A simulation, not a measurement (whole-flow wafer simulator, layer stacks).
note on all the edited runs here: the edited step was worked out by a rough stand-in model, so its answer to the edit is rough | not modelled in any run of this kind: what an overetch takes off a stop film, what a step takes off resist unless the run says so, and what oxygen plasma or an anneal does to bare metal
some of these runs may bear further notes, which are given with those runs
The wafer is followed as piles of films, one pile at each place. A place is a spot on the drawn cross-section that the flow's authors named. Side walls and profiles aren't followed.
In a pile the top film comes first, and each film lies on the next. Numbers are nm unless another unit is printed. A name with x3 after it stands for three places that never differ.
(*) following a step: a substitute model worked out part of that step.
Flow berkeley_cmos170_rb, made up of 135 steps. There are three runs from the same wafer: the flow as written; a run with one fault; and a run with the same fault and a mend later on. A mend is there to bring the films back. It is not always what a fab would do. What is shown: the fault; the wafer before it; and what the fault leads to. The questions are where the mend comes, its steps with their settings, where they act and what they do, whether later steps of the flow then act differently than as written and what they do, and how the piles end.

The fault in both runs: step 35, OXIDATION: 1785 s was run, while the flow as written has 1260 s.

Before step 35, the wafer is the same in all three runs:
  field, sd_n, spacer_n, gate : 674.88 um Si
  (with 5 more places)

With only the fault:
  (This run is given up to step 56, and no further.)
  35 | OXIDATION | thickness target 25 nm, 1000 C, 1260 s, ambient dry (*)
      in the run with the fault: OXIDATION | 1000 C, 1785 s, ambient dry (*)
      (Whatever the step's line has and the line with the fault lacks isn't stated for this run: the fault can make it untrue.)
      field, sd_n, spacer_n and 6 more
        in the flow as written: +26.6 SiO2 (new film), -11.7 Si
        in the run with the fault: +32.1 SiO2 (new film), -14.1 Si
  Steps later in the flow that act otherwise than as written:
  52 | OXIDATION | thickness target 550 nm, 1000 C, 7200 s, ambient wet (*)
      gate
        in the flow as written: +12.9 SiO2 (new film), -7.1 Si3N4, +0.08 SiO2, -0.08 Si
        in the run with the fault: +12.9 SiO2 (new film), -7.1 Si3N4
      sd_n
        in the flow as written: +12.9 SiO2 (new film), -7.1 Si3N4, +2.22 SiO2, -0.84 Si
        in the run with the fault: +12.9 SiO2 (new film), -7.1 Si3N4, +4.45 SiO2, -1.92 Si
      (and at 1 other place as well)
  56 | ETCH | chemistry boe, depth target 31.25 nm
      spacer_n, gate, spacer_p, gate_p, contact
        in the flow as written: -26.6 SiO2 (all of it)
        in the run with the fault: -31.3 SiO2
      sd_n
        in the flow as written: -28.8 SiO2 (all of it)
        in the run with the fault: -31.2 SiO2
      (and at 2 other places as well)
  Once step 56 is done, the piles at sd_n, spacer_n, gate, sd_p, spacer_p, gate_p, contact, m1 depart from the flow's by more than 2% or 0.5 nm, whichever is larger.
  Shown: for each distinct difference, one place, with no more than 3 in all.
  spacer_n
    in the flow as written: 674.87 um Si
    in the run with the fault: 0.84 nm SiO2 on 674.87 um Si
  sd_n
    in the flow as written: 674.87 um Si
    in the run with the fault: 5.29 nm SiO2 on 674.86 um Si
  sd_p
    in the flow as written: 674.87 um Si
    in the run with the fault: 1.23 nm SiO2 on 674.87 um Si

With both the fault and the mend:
  The mend stands after step 36.
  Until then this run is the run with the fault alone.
  36a | WET ETCH | chemistry hf, depth target 5.539 nm
      field, sd_n, spacer_n and 6 more
        -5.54 SiO2
  Later steps of the flow that are run all act as written at every place that is followed, up to a difference of at most 2% or 0.5 nm, whichever is larger.
  The piles end only slightly different from the flow's at the places that both follow, by no more than 2% or 0.5 nm, whichever is larger.
